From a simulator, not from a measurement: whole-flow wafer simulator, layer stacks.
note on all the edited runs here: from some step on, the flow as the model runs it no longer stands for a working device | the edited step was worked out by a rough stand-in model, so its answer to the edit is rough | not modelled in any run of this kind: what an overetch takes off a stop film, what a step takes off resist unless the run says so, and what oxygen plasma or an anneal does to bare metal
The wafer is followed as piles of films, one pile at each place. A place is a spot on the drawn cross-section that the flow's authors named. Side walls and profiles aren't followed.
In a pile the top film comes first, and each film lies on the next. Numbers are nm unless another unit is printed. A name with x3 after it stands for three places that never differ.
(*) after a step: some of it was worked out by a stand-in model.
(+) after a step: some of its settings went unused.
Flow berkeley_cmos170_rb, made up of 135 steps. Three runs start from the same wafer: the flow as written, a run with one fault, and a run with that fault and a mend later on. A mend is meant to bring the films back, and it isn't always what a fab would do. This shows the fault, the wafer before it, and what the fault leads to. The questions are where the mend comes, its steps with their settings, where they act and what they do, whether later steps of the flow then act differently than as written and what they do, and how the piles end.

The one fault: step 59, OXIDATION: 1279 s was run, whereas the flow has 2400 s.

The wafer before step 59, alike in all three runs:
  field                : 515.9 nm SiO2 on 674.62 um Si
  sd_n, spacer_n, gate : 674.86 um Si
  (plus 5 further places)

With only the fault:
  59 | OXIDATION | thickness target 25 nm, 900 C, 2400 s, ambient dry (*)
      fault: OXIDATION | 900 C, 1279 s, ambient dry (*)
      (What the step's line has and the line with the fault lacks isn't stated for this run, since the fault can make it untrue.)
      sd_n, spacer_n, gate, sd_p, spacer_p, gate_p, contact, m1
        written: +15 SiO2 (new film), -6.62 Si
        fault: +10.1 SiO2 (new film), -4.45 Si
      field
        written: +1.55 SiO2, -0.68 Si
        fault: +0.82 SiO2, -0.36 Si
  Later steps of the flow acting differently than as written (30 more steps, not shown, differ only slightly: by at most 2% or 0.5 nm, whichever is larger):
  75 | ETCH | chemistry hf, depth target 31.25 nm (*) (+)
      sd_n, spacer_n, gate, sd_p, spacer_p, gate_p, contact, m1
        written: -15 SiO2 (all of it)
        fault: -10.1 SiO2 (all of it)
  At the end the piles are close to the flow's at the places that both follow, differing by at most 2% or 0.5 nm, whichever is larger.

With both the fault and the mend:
  The mend follows step 64.
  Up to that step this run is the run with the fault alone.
  64a | STRIP (*) (+)
      sd_p
        -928 KrF resist (all of it)
      spacer_p
        -911.2 KrF resist (all of it)
      gate_p
        -910.3 KrF resist (all of it)
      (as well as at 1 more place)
  64b | CLEAN (*) (the flow's step 51, run once more)
      does not change any film at any place that is followed
  64c | OXIDATION | 900 C, 1096 s, ambient dry (*) (the flow's step 59, run once more with other settings)
      sd_n, spacer_n, gate, sd_p, spacer_p, gate_p, contact, m1
        +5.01 SiO2, -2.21 Si
      field
        +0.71 SiO2, -0.31 Si
  64d | COAT | KrF resist, thickness 900 nm (*) (the flow's step 61, run once more)
      field
        +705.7 KrF resist (new film)
      sd_n
        +957.4 KrF resist (new film)
      spacer_n
        +924.9 KrF resist (new film)
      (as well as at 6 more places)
  64e | EXPOSE | photomask PWELL (the flow's step 62, run once more)
      does not change any film at any place that is followed
  64f | PEB | 130 C, 60 s (*) (the flow's step 63, run once more)
      does not change any film at any place that is followed
  64g | DEVELOP | developer developer-D-0.26N, 45 s (the flow's step 64, run once more)
      sd_p, spacer_p, gate_p, m1
        -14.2 KrF resist
      field
        -705.7 KrF resist (all of it)
      sd_n
        -957.4 KrF resist (all of it)
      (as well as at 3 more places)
  Every later step of the flow that is run acts as written, at every place that is followed, to within 2% or 0.5 nm, whichever is larger.
  At the end the piles are close to the flow's at the places that both follow, differing by at most 2% or 0.5 nm, whichever is larger.
